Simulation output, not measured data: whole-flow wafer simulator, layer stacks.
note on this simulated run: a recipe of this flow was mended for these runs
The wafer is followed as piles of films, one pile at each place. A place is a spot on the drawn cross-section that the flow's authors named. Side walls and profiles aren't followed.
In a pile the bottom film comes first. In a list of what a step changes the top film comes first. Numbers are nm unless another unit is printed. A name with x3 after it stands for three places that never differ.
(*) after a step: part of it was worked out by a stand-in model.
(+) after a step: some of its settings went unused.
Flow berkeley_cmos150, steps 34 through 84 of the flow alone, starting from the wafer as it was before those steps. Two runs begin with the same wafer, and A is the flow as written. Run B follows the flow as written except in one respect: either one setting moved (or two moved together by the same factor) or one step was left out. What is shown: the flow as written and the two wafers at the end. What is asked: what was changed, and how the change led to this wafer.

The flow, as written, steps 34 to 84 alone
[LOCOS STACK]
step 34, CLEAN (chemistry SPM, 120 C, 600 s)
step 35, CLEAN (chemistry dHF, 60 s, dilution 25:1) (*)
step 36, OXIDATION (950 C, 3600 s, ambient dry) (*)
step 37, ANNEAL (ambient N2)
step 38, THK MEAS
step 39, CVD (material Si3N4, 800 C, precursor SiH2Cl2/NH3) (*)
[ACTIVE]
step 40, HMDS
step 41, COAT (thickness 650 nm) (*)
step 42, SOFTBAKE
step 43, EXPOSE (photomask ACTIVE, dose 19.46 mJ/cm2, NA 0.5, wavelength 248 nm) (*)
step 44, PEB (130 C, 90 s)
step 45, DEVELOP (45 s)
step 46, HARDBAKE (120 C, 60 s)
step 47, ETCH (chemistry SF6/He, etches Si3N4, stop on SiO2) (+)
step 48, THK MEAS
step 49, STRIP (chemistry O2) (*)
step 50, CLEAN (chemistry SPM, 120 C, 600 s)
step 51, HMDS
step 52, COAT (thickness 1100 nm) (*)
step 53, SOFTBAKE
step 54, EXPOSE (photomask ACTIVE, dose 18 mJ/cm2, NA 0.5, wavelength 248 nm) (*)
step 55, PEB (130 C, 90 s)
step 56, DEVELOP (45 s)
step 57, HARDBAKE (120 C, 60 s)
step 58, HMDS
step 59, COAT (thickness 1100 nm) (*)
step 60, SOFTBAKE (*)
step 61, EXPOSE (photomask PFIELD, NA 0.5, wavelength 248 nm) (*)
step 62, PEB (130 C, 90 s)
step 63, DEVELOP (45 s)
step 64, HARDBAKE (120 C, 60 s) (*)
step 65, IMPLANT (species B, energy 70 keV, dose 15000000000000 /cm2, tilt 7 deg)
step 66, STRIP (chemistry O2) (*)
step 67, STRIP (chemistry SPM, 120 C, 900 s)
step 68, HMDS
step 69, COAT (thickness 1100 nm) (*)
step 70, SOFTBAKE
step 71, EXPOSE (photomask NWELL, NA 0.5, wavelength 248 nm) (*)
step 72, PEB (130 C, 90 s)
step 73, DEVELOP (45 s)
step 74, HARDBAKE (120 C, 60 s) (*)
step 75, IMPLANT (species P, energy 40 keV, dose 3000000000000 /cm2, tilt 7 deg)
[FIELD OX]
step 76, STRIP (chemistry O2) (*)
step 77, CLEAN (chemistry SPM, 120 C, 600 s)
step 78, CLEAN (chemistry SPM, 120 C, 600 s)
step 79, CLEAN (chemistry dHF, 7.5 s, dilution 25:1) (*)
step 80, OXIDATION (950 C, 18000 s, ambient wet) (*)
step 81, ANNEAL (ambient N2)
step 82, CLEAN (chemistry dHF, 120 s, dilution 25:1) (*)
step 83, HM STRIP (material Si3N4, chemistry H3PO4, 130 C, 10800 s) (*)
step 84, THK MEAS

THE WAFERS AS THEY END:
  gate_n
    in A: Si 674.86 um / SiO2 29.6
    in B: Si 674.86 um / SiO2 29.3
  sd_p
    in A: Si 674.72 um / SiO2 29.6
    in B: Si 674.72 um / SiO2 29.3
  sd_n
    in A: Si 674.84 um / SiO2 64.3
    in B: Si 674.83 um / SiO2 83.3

Cause: step 39, CVD: 769 C was run, while the flow as written has 800 C.

The path from the change to this, step by step:
  step 39, CVD (material Si3N4, 800 C, precursor SiH2Cl2/NH3) (*)
      field, field_p, sd_n, gate_n, sd_p, gate_p, contact, m1: A Si3N4 gains 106 (new film) | B Si3N4 gains 72.5 (new film)
  step 47, ETCH (chemistry SF6/He, etches Si3N4, stop on SiO2) (+)
      sd_n, gate_n, sd_p, gate_p, contact, m1: A KrF-resist loses 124 | B KrF-resist loses 87.5
      field, field_p: A Si3N4 loses 106 (all of it), SiO2 loses 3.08 | B Si3N4 loses 72.5 (all of it), SiO2 loses 3.08
  step 49, STRIP (chemistry O2) (*)
      sd_n: A KrF-resist loses 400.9 (all of it) | B KrF-resist loses 437.3 (all of it)
      gate_n: A KrF-resist loses 409.3 (all of it) | B KrF-resist loses 445.7 (all of it)
      (as well as at 4 more places)
  step 80, OXIDATION (950 C, 18000 s, ambient wet) (*)
      sd_n: A SiO2 gains 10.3 (new film), Si3N4 loses 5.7, SiO2 gains 34.7, Si loses 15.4 | B SiO2 gains 10.3 (new film), Si3N4 loses 5.7, SiO2 gains 54, Si loses 24.1
  step 83, HM STRIP (material Si3N4, chemistry H3PO4, 130 C, 10800 s) (*)
      sd_n, gate_n, contact, m1: A Si3N4 loses 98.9 (all of it), SiO2 loses 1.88 | B Si3N4 loses 65.4 (all of it), SiO2 loses 2.16
      sd_p, gate_p: A Si3N4 loses 98.7 (all of it), SiO2 loses 1.88 | B Si3N4 loses 65.1 (all of it), SiO2 loses 2.16
